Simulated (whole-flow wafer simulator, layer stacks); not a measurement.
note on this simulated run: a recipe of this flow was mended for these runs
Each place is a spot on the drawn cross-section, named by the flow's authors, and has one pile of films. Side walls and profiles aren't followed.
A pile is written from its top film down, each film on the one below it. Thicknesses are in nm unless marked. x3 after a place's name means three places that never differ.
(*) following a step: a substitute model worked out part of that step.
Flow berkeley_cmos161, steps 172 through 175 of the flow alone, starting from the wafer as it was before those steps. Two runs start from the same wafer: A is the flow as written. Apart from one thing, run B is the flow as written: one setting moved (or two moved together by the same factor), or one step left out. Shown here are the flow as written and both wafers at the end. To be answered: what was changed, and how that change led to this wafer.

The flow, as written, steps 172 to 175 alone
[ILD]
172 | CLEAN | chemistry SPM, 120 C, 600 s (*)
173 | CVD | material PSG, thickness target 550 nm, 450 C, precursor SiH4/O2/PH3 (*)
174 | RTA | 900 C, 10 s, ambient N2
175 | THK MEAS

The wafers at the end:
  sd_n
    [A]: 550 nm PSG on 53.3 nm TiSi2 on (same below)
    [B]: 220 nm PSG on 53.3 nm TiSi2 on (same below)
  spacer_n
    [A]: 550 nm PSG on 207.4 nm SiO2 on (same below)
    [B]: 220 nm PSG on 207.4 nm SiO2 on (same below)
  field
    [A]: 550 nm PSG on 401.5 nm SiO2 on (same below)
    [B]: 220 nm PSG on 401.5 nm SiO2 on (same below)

Cause: step 173, CVD: thickness target 220 nm was run, whereas the flow has thickness target 550 nm.
The wafer lets one read it off: sd_n has PSG 220, and step 173 as written asks for 550 nm.

How this came from the change, step by step:
  173 | CVD | material PSG, thickness target 550 nm, 450 C, precursor SiH4/O2/PH3 (*)
      field, sd_n, spacer_n, gate_n, spacer_p, gate_p, contact x2: A +550 PSG (new film) | B +220 PSG (new film)
      sd_p: A +522.4 PSG (new film) | B +210.7 PSG (new film)
